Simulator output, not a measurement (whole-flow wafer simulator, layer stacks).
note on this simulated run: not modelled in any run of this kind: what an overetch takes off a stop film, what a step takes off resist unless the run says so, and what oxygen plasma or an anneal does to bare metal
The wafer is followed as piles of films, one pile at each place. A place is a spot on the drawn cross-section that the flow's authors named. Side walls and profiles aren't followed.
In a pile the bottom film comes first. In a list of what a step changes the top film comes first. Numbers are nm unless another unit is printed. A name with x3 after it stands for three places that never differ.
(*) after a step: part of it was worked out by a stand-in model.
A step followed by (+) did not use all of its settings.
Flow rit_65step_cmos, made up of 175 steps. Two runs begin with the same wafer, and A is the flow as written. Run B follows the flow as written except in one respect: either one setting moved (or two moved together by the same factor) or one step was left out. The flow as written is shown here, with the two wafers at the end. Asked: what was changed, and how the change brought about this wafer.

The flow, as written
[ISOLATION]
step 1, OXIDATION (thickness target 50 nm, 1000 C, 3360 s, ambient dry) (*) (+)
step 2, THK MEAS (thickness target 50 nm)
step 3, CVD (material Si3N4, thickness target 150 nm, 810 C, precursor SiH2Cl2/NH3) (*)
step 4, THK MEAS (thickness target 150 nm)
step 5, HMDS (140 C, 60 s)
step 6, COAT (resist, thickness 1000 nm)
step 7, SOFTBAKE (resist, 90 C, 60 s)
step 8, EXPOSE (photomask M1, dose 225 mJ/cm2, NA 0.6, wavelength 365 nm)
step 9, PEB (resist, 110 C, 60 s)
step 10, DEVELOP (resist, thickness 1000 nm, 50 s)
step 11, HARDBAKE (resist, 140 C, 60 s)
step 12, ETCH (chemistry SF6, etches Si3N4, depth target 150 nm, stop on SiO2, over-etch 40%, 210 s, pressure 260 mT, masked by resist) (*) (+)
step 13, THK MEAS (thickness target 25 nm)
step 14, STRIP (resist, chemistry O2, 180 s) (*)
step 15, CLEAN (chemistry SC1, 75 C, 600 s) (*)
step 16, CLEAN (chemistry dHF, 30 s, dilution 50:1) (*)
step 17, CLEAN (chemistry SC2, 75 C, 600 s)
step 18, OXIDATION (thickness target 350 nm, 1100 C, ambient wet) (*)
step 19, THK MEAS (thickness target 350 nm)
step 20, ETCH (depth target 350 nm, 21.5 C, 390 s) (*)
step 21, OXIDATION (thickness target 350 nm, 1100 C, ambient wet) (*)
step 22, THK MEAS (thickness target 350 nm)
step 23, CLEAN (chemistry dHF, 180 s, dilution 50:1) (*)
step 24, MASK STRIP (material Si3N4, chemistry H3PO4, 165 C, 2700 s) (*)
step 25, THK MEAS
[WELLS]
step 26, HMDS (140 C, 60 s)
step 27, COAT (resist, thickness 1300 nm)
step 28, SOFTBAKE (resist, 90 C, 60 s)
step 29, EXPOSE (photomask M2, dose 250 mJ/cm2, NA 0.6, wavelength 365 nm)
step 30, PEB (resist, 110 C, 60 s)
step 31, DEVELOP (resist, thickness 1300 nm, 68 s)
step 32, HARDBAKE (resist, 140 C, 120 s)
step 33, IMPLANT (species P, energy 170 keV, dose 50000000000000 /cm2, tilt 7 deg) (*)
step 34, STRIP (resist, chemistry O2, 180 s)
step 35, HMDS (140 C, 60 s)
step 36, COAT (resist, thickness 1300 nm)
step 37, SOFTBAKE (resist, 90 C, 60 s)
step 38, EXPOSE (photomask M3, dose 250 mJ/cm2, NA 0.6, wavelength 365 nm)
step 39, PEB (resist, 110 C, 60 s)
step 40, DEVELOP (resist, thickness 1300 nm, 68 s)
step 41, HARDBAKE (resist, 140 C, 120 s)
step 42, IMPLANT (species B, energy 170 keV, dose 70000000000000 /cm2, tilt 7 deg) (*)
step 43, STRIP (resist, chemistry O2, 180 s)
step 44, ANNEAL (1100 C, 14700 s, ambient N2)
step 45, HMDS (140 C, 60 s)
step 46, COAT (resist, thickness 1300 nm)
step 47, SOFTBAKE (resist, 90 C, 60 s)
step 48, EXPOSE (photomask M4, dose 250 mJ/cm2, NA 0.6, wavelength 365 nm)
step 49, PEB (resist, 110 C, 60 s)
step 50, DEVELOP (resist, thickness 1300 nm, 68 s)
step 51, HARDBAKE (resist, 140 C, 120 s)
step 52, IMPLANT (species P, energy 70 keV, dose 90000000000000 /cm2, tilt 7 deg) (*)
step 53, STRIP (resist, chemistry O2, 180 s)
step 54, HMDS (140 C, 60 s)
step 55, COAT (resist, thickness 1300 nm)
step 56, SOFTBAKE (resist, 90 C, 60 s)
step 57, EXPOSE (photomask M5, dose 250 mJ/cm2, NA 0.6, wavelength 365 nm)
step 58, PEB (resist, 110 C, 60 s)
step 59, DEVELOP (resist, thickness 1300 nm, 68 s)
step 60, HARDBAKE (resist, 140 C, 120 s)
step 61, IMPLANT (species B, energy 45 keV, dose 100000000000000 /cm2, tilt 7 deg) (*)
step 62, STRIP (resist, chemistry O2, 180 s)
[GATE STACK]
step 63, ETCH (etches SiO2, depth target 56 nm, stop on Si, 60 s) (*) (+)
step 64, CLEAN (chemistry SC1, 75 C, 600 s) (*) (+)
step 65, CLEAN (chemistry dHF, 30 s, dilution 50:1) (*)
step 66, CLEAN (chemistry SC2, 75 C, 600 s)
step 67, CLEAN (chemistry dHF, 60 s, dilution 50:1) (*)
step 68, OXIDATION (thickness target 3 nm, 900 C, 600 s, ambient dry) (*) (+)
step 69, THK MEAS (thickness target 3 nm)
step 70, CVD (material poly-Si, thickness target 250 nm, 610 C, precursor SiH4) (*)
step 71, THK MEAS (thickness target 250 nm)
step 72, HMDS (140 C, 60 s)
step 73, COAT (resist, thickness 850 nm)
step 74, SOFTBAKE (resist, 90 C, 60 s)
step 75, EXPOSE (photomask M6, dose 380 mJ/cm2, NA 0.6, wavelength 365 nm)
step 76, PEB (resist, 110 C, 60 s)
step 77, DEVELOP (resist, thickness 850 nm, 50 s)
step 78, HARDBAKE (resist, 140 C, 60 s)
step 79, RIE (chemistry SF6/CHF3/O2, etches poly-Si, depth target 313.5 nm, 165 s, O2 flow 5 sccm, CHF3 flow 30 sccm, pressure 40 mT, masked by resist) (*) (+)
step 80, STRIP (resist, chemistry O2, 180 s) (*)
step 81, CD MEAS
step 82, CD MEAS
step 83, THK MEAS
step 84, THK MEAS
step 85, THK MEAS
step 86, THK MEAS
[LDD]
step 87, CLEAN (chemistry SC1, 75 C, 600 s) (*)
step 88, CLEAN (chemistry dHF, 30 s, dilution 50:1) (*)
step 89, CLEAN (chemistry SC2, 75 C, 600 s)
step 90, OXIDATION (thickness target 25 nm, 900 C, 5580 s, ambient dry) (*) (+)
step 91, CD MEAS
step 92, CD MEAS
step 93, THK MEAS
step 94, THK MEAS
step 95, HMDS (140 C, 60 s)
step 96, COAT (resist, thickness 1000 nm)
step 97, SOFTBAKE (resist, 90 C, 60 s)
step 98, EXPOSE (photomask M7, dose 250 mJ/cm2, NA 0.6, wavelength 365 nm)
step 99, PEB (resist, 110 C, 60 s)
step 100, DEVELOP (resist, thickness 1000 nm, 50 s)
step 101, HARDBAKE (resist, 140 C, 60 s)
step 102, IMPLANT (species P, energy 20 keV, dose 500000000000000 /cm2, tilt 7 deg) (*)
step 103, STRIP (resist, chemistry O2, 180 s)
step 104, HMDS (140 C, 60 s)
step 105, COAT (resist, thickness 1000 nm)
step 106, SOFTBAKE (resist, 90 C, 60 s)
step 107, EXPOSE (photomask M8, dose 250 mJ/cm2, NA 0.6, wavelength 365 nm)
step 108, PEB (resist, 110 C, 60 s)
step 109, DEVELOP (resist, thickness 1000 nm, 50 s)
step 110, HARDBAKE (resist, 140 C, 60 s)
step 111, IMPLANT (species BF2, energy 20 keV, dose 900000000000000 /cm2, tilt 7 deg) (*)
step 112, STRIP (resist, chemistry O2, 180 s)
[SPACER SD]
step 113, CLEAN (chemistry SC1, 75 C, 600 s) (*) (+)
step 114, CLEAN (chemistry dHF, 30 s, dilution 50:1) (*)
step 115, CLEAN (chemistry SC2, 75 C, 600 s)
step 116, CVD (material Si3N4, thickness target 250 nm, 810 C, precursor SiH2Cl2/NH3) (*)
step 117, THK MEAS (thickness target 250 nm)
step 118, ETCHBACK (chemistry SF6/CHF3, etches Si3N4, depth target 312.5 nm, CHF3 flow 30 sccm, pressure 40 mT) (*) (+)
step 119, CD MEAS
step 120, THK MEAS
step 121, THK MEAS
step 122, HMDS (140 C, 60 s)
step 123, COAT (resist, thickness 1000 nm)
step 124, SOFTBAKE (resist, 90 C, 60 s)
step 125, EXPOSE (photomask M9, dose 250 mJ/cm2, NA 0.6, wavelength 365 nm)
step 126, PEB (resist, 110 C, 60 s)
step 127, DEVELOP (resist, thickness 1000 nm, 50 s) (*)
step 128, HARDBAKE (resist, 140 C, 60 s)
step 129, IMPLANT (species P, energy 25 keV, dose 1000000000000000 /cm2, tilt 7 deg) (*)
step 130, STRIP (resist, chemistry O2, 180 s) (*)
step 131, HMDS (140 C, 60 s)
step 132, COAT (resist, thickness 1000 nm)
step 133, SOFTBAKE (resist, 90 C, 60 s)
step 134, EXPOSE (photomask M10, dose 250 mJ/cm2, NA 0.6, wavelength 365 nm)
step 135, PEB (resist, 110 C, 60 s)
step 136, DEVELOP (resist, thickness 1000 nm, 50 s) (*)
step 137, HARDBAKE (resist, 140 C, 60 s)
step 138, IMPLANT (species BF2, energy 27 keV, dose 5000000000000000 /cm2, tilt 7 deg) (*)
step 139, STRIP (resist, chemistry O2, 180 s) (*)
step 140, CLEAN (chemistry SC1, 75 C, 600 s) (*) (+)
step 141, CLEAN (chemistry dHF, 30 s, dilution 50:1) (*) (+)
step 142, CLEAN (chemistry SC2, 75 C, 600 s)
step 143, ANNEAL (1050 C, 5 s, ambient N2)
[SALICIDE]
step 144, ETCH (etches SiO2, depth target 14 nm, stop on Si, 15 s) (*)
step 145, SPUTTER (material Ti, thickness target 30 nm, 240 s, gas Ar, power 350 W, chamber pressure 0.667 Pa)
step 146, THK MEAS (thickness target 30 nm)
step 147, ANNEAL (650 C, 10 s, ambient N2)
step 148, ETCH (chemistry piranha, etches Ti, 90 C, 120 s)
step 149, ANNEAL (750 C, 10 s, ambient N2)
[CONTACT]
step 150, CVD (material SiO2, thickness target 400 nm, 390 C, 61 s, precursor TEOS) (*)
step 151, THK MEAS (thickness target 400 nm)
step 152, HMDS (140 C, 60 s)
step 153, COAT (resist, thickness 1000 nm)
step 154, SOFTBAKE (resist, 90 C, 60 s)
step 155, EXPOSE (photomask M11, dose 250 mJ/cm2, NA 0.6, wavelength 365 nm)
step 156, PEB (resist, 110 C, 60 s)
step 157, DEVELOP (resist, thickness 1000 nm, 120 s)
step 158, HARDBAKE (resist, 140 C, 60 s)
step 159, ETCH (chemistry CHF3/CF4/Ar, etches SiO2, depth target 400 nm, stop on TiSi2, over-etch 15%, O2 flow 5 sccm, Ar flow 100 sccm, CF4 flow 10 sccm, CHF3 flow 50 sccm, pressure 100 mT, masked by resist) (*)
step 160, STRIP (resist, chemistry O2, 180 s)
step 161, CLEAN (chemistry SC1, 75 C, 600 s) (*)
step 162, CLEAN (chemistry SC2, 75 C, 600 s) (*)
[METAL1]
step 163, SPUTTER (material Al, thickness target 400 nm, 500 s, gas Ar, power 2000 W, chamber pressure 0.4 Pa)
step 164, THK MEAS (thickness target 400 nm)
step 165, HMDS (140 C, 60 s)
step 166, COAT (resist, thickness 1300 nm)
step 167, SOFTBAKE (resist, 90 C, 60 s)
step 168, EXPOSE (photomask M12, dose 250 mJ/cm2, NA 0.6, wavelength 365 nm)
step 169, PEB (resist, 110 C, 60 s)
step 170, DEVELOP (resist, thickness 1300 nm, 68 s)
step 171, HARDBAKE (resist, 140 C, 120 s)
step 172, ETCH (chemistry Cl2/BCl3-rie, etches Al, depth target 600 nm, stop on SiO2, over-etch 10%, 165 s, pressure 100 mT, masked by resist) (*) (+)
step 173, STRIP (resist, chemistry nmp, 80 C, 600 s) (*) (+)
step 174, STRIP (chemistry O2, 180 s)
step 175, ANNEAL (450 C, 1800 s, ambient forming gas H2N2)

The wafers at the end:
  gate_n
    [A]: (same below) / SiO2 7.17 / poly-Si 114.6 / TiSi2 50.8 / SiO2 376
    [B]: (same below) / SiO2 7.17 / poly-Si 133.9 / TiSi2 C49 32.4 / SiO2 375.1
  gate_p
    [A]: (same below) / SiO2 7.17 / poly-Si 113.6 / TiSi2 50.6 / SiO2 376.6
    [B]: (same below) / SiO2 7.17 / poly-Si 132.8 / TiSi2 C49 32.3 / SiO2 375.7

What caused this: step 145, SPUTTER: thickness target 18 nm was run, while the flow as written has thickness target 30 nm.

The path from the change to this, step by step:
  step 145, SPUTTER (material Ti, thickness target 30 nm, 240 s, gas Ar, power 350 W, chamber pressure 0.667 Pa)
      field, field_pw, field_nw, field_p, spacer, spacer_p: A Ti gains 30 (new film) | B Ti gains 18 (new film)
      gate_n: A Ti gains 27.3 (new film) | B Ti gains 16.4 (new film)
      (as well as at 1 more place)
  step 147, ANNEAL (650 C, 10 s, ambient N2)
      gate_n: A Ti loses 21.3, TiSi first gains 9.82 (new film), TiSi2 C49 gains 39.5 (new film), poly-Si loses 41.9 | B Ti loses 12.8, TiSi2 C49 gains 32.5 (new film), poly-Si loses 29.1
      gate_p: A Ti loses 21.2, TiSi first gains 9.56 (new film), TiSi2 C49 gains 39.6 (new film), poly-Si loses 41.9 | B Ti loses 12.7, TiSi2 C49 gains 32.4 (new film), poly-Si loses 29
  step 148, ETCH (chemistry piranha, etches Ti, 90 C, 120 s)
      gate_n: A Ti loses 6 (all of it), TiSi first loses 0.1 | B Ti loses 3.61 (all of it), TiSi2 C49 loses 0.11
      gate_p: A Ti loses 5.97 (all of it), TiSi first loses 0.1 | B Ti loses 3.59 (all of it), TiSi2 C49 loses 0.11
      (as well as at 6 more places)
  step 149, ANNEAL (750 C, 10 s, ambient N2)
      gate_n: A TiSi2 gains 50.8 (new film), TiSi first loses 9.72 (all of it), TiSi2 C49 loses 39.5 (all of it), poly-Si loses 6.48 | B nothing
      gate_p: A TiSi2 gains 50.6 (new film), TiSi first loses 9.46 (all of it), TiSi2 C49 loses 39.6 (all of it), poly-Si loses 6.31 | B nothing
